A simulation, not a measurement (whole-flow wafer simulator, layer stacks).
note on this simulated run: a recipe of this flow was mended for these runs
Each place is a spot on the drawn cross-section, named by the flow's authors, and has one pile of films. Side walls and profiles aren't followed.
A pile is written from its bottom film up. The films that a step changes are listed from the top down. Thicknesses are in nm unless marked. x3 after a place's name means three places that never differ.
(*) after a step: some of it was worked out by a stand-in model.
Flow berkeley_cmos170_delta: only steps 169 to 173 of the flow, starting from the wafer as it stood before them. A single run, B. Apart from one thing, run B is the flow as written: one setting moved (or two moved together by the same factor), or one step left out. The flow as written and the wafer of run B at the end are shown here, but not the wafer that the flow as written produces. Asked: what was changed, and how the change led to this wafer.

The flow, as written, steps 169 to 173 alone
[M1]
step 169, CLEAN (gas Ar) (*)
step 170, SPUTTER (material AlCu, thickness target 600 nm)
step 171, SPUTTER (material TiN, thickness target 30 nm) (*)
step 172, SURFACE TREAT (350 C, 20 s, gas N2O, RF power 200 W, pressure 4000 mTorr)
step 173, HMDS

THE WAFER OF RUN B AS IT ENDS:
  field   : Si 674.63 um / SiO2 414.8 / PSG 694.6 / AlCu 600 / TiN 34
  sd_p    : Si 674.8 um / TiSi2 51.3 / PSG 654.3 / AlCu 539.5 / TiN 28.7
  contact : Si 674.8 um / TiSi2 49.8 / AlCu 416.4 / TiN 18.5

What caused this: step 171, SPUTTER: thickness target 34 nm was run, whereas the flow has thickness target 30 nm.
The wafer lets one read it off: field has TiN 34, and step 171 as written asks for 30 nm.

The path from the change to this, step by step:
  step 171, SPUTTER (material TiN, thickness target 30 nm) (*)
      field, sd_n, spacer_n, gate, spacer_p, gate_p, m1: +34 TiN (new film) (it would be, as written: +30 TiN (new film))
      sd_p: +28.7 TiN (new film) (it would be, as written: +25.3 TiN (new film))
      (and at 1 other place as well)
